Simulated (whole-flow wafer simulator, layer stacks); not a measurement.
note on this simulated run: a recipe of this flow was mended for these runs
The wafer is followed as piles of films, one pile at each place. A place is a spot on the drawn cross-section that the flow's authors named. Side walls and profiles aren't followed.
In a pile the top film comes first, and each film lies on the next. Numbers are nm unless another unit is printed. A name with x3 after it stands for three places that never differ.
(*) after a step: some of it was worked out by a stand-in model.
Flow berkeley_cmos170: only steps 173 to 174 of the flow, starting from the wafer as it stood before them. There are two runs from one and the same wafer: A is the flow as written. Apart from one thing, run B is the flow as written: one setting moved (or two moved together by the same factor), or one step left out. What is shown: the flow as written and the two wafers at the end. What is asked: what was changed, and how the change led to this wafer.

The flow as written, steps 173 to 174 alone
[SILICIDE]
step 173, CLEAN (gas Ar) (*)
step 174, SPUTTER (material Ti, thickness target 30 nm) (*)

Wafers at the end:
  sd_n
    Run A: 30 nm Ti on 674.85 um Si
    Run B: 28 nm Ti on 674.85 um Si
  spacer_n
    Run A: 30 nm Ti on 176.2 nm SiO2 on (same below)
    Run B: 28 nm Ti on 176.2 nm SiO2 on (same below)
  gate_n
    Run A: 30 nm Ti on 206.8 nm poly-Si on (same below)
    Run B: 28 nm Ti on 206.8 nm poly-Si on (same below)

What caused this: step 174, SPUTTER: thickness target 28 nm was run, while the flow as written has thickness target 30 nm.
The wafer lets one read it off: sd_n has Ti 28, and step 174 as written asks for 30 nm.

How this came from the change, step by step:
  step 174, SPUTTER (material Ti, thickness target 30 nm) (*)
      field, mark, sd_n and 10 more: A Ti gains 30 (new film) | B Ti gains 28 (new film)
